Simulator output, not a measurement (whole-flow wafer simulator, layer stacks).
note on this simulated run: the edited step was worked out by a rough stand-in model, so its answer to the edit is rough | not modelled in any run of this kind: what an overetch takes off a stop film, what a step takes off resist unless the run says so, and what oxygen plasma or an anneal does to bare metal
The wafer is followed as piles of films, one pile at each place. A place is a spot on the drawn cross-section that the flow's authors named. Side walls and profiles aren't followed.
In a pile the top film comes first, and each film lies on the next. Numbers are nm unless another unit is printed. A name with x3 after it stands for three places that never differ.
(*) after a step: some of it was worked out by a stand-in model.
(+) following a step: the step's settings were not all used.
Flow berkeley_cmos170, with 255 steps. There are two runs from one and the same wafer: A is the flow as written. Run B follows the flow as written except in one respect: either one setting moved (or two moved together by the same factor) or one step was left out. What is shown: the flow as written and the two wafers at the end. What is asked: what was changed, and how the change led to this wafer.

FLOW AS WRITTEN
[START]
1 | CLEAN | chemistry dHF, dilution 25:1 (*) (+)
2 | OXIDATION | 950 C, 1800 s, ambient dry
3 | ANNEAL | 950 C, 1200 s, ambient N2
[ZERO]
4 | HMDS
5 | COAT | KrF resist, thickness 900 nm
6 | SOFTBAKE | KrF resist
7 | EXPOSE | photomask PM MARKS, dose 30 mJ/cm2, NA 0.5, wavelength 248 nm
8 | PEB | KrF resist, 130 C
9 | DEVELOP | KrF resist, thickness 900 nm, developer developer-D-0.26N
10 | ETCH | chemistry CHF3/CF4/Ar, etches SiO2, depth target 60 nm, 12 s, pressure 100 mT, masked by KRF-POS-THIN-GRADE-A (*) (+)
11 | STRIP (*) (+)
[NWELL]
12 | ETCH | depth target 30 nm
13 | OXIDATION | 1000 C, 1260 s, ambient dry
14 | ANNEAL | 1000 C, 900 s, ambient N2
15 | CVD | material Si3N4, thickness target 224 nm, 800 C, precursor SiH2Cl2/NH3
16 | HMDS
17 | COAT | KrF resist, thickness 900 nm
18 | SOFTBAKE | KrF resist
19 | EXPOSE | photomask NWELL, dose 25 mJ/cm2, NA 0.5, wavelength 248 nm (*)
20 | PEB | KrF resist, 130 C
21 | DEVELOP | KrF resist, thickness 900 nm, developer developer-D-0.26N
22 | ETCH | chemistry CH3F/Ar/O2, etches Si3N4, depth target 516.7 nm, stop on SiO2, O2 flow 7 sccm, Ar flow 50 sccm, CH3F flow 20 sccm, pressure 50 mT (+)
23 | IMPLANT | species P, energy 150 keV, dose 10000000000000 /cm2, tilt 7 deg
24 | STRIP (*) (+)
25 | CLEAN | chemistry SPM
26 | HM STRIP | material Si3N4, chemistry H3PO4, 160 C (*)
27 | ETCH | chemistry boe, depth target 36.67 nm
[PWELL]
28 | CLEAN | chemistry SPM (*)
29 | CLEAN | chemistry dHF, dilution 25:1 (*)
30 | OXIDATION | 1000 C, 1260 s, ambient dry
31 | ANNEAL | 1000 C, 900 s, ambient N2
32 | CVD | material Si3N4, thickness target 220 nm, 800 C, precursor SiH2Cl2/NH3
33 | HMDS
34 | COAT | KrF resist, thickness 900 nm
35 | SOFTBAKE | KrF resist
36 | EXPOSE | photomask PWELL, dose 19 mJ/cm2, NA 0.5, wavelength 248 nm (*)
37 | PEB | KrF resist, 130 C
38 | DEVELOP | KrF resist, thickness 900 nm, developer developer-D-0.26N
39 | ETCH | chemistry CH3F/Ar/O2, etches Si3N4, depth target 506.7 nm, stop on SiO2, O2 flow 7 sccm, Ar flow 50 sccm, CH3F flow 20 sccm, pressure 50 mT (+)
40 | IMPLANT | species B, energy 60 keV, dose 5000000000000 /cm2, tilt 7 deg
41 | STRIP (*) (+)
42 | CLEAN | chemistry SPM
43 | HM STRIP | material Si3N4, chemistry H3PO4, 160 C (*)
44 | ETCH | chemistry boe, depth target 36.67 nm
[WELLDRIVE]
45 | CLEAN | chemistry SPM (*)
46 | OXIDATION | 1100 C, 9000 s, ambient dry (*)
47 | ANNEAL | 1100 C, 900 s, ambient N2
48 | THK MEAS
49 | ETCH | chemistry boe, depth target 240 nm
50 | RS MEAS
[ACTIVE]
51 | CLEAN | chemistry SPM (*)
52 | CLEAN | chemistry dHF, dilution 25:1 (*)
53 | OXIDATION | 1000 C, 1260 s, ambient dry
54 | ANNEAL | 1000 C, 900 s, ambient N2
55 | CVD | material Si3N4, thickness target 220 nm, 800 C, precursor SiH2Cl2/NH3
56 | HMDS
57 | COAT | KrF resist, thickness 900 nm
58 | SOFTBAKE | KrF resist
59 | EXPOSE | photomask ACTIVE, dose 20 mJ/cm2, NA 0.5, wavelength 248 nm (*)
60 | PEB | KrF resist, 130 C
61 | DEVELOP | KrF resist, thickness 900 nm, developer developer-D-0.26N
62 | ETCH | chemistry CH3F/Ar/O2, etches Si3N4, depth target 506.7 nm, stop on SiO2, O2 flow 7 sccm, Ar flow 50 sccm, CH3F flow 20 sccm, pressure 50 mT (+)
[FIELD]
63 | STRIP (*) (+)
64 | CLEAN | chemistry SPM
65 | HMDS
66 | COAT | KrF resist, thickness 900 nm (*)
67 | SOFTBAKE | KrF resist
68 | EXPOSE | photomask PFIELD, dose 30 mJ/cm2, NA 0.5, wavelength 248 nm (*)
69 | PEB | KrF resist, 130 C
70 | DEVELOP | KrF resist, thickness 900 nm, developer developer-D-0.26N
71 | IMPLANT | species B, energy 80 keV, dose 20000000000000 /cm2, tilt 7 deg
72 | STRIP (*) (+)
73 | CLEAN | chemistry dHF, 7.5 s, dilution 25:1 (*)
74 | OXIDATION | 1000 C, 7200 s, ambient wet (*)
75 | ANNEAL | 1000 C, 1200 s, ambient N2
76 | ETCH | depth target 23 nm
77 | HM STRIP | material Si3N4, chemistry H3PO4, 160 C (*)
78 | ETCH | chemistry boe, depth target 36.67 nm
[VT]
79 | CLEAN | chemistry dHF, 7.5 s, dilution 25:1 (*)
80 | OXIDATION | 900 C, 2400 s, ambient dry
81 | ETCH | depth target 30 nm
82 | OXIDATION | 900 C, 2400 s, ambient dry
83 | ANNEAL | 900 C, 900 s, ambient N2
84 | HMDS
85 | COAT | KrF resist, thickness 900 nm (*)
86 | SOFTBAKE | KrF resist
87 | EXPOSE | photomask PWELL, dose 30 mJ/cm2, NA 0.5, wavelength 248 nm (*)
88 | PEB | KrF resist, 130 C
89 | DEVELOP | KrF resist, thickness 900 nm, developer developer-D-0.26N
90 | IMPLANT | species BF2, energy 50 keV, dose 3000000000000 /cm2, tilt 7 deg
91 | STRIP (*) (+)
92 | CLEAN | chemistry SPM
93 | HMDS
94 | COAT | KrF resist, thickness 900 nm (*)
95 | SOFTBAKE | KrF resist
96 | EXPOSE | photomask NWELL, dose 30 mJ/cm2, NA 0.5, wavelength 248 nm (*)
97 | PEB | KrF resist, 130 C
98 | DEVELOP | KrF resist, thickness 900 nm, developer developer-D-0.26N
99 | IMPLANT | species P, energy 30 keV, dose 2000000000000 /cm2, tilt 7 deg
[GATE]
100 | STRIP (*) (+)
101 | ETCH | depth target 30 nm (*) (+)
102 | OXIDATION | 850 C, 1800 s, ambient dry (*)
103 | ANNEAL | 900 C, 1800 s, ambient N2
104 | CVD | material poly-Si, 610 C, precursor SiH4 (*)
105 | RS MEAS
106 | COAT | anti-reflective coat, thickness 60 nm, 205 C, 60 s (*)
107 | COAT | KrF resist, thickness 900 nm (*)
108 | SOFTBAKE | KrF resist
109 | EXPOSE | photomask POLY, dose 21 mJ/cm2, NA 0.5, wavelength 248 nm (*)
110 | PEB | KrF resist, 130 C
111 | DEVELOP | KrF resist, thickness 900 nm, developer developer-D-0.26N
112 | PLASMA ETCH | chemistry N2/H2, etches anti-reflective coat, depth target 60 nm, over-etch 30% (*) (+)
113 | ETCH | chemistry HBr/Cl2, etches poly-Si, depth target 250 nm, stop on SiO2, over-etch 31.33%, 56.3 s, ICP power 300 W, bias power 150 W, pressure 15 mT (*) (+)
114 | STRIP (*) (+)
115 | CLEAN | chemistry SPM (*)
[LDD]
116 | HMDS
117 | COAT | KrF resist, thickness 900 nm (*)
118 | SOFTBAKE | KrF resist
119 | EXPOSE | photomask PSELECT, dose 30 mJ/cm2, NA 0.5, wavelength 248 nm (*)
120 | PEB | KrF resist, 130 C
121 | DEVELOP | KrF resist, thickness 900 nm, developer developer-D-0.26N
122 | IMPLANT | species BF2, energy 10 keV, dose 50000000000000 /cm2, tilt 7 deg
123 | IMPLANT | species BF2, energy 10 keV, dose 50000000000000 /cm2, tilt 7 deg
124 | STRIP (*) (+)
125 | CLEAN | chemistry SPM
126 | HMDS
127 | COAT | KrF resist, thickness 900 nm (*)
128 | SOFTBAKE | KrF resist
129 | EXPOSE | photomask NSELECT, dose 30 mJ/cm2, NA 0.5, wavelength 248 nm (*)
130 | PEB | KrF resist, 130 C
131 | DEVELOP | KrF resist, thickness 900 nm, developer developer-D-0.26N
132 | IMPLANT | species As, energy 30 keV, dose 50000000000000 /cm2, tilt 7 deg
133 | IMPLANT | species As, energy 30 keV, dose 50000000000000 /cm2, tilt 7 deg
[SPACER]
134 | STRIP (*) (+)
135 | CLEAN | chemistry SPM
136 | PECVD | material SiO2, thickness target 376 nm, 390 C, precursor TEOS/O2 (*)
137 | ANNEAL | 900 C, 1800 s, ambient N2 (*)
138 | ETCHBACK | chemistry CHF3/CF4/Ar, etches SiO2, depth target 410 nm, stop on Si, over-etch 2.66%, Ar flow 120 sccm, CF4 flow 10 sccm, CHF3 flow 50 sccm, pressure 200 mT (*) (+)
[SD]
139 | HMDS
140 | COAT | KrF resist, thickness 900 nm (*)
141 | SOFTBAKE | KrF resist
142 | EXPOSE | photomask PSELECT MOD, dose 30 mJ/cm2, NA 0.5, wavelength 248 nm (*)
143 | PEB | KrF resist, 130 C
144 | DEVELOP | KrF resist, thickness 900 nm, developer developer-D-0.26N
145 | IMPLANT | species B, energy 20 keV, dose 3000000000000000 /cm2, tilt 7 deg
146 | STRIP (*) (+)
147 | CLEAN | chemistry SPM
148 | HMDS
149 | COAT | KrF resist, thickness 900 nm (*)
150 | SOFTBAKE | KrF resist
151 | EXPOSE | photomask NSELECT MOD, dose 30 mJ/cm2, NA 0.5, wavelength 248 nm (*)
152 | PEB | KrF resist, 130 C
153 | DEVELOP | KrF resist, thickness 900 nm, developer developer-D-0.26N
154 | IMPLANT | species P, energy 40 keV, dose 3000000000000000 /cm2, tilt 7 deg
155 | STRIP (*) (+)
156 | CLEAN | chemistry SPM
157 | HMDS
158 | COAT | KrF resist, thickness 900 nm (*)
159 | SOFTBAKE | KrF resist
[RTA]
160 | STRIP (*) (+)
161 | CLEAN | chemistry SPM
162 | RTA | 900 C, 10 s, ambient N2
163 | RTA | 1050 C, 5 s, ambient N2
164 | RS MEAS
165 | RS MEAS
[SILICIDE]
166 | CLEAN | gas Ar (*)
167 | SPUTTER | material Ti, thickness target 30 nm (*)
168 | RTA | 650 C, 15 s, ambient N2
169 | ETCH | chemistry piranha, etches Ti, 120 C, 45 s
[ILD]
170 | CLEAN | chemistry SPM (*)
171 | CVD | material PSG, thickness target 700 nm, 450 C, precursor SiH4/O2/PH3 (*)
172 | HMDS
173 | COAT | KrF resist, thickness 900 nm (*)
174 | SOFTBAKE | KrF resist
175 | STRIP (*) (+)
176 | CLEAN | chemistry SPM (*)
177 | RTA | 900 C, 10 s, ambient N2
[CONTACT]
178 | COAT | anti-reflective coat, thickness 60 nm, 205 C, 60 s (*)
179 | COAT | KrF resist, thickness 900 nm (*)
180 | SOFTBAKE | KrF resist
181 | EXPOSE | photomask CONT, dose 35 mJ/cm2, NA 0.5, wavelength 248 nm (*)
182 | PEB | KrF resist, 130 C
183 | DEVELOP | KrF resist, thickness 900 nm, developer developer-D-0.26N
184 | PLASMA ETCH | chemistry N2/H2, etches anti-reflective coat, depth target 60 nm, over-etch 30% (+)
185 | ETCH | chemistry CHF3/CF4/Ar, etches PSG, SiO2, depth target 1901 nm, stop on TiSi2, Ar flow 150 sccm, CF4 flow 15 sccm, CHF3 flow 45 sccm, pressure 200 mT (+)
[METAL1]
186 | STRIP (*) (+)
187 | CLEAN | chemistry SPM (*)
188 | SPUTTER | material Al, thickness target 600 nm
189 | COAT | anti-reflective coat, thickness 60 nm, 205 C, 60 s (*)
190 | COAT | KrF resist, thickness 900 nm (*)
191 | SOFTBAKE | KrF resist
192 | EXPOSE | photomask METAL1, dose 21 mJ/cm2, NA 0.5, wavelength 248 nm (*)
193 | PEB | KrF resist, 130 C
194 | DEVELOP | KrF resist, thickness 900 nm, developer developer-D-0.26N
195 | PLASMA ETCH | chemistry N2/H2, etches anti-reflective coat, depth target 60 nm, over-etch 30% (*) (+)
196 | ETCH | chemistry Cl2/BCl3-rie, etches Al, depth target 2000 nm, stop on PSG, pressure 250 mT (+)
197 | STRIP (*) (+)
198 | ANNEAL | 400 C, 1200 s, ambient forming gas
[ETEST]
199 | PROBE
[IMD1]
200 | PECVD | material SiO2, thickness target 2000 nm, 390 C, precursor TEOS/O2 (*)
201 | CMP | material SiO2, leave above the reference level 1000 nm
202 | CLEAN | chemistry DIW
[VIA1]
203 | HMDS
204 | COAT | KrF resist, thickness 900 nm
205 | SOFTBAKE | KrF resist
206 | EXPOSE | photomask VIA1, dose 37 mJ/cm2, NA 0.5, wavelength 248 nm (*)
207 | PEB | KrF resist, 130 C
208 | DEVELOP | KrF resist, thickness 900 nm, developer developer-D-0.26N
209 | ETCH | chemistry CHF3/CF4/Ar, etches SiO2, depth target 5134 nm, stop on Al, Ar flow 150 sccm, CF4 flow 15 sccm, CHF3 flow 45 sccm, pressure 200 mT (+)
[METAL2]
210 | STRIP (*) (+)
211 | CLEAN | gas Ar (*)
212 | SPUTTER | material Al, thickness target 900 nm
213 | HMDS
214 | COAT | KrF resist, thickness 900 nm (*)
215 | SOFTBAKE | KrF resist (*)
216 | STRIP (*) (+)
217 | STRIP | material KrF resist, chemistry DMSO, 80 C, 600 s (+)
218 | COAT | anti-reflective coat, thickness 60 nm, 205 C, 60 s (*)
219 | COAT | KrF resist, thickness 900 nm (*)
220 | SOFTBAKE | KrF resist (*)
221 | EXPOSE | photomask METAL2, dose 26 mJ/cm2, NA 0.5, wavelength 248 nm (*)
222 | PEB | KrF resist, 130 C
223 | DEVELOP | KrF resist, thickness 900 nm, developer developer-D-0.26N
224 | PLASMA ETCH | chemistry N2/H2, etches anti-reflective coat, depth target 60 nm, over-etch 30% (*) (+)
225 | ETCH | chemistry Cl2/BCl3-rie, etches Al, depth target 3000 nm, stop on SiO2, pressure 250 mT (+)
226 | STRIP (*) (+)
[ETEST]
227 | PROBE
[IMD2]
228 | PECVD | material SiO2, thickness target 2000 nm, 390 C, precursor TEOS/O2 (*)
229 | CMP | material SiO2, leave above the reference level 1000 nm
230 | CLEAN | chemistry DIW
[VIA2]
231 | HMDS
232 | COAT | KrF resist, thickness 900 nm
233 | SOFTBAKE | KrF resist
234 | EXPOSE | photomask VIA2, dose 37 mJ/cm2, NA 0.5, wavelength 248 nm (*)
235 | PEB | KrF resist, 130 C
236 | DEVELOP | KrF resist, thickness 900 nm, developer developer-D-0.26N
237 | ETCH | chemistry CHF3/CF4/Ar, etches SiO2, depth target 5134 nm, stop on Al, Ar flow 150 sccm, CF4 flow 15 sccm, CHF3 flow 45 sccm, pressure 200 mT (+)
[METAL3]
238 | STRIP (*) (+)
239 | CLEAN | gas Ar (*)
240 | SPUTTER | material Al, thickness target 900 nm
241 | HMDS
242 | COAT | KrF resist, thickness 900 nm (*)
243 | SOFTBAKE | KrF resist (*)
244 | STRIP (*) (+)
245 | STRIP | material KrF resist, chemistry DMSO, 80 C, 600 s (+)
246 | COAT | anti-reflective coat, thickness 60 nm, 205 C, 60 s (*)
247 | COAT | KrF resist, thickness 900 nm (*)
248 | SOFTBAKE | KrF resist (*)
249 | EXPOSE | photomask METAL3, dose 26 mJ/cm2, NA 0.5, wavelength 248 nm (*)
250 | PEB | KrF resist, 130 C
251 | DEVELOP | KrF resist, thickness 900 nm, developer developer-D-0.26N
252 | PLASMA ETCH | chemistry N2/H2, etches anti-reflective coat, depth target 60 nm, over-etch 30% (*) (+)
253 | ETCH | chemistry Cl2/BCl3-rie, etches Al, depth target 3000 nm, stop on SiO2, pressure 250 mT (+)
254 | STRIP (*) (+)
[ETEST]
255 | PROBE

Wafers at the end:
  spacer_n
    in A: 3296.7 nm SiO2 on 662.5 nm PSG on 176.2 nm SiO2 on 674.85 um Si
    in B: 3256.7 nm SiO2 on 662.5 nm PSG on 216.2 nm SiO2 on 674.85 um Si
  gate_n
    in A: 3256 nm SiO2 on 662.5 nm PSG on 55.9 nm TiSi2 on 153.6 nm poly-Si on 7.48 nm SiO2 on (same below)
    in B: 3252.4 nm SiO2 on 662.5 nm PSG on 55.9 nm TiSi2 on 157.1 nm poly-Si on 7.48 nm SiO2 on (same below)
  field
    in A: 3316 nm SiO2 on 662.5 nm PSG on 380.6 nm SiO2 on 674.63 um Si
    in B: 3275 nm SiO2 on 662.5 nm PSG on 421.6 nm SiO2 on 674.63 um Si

The reason: step 138, ETCHBACK: depth target 369 nm was run, while the flow as written has depth target 410 nm.

How this came from the change, step by step:
  138 | ETCHBACK | chemistry CHF3/CF4/Ar, etches SiO2, depth target 410 nm, stop on Si, over-etch 2.66%, Ar flow 120 sccm, CF4 flow 10 sccm, CHF3 flow 50 sccm, pressure 200 mT (*) (+)
      gate_n, gate_p: A SiO2 loses 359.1 (all of it), chemical SiO2 loses 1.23 (all of it), poly-Si loses 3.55 | B SiO2 loses 359.1 (all of it), chemical SiO2 loses 1.23 (all of it)
      spacer_n, spacer_p: A SiO2 loses 184.4 | B SiO2 loses 144.5
      (and at 1 other place as well)
  140 | COAT | KrF resist, thickness 900 nm (*)
      sd_n: A KrF resist gains 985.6 (new film) | B KrF resist gains 1007.6 (new film)
      spacer_n: A KrF resist gains 825.5 (new film) | B KrF resist gains 807 (new film)
      (and at 4 other places as well)
  144 | DEVELOP | KrF resist, thickness 900 nm, developer developer-D-0.26N
      sd_p: A KrF resist loses 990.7 (all of it) | B KrF resist loses 1011 (all of it)
      spacer_p: A KrF resist loses 817.6 (all of it) | B KrF resist loses 797.2 (all of it)
      (and at 1 other place as well)
  146 | STRIP (*) (+)
      sd_n: A chemical SiO2 gains 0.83 (new film), KrF resist loses 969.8 (all of it), Si loses 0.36 | B chemical SiO2 gains 0.83 (new film), KrF resist loses 991.7 (all of it), Si loses 0.37
      spacer_n: A KrF resist loses 810 (all of it) | B KrF resist loses 791.5 (all of it)
      (and at 1 other place as well)
  149 | COAT | KrF resist, thickness 900 nm (*)
      sd_n: A KrF resist gains 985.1 (new film) | B KrF resist gains 1007.3 (new film)
      spacer_n: A KrF resist gains 825.9 (new film) | B KrF resist gains 807.2 (new film)
      (and at 2 other places as well)
  153 | DEVELOP | KrF resist, thickness 900 nm, developer developer-D-0.26N
      sd_n: A KrF resist loses 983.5 (all of it) | B KrF resist loses 1005.7 (all of it)
      spacer_n: A KrF resist loses 824.6 (all of it) | B KrF resist loses 806 (all of it)
      (and at 1 other place as well)
  155 | STRIP (*) (+)
      gate_p: A KrF resist loses 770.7 (all of it), chemical SiO2 gains 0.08 | B KrF resist loses 786.6 (all of it), chemical SiO2 gains 0.08, poly-Si loses 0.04
      sd_p: A KrF resist loses 976.3 (all of it), chemical SiO2 gains 0.08 | B KrF resist loses 996.5 (all of it), chemical SiO2 gains 0.08
      (and at 1 other place as well)
  158 | COAT | KrF resist, thickness 900 nm (*)
      sd_n: A KrF resist gains 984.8 (new film) | B KrF resist gains 1007.1 (new film)
      spacer_n: A KrF resist gains 825.6 (new film) | B KrF resist gains 807.1 (new film)
      (and at 2 other places as well)
  160 | STRIP (*) (+)
      sd_n: A KrF resist loses 984.8 (all of it), chemical SiO2 gains 0.07 | B KrF resist loses 1007.1 (all of it), chemical SiO2 gains 0.07
      spacer_n: A KrF resist loses 825.6 (all of it) | B KrF resist loses 807.1 (all of it)
      (and at 2 other places as well)
  173 | COAT | KrF resist, thickness 900 nm (*)
      sd_n: A KrF resist gains 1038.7 (new film) | B KrF resist gains 1066.3 (new film)
      gate_n: A KrF resist gains 832.4 (new film) | B KrF resist gains 855.3 (new film)
      (and at 2 other places as well)
  175 | STRIP (*) (+)
      sd_n: A KrF resist loses 1038.7 (all of it) | B KrF resist loses 1066.3 (all of it)
      gate_n: A KrF resist loses 832.4 (all of it) | B KrF resist loses 855.3 (all of it)
      (and at 2 other places as well)
  178 | COAT | anti-reflective coat, thickness 60 nm, 205 C, 60 s (*)
      sd_n: A anti-reflective coat gains 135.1 (new film) | B anti-reflective coat gains 166.2 (new film)
      spacer_n: A anti-reflective coat gains 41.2 (new film) | B anti-reflective coat gains 37.7 (new film)
      (and at 8 other places as well)
  184 | PLASMA ETCH | chemistry N2/H2, etches anti-reflective coat, depth target 60 nm, over-etch 30% (+)
      field, sd_n, spacer_n and 8 more: A KrF resist loses 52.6 | B KrF resist loses 55.4
      contact: A anti-reflective coat loses 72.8 (all of it), PSG loses 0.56 | B anti-reflective coat loses 76.7 (all of it), PSG loses 0.59
  186 | STRIP (*) (+)
      sd_n: A KrF resist loses 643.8 (all of it), anti-reflective coat loses 135.1 (all of it) | B KrF resist loses 635.6 (all of it), anti-reflective coat loses 166.2 (all of it)
      spacer_n: A KrF resist loses 599.1 (all of it), anti-reflective coat loses 41.2 (all of it) | B KrF resist loses 592.5 (all of it), anti-reflective coat loses 37.7 (all of it)
      (and at 7 other places as well)
  188 | SPUTTER | material Al, thickness target 600 nm
      sd_p: A Al gains 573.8 (new film) | B Al gains 556.5 (new film)
  189 | COAT | anti-reflective coat, thickness 60 nm, 205 C, 60 s (*)
      spacer_n: A anti-reflective coat gains 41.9 (new film) | B anti-reflective coat gains 37.8 (new film)
      gate_n: A anti-reflective coat gains 48 (new film) | B anti-reflective coat gains 63.5 (new film)
      (and at 6 other places as well)
  ... 5 further steps ...
  201 | CMP | material SiO2, leave above the reference level 1000 nm
      spacer_n, spacer_p: A SiO2 loses 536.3 | B SiO2 loses 576.3
      field: A SiO2 loses 517 | B SiO2 loses 558
      (and at 1 other place as well)
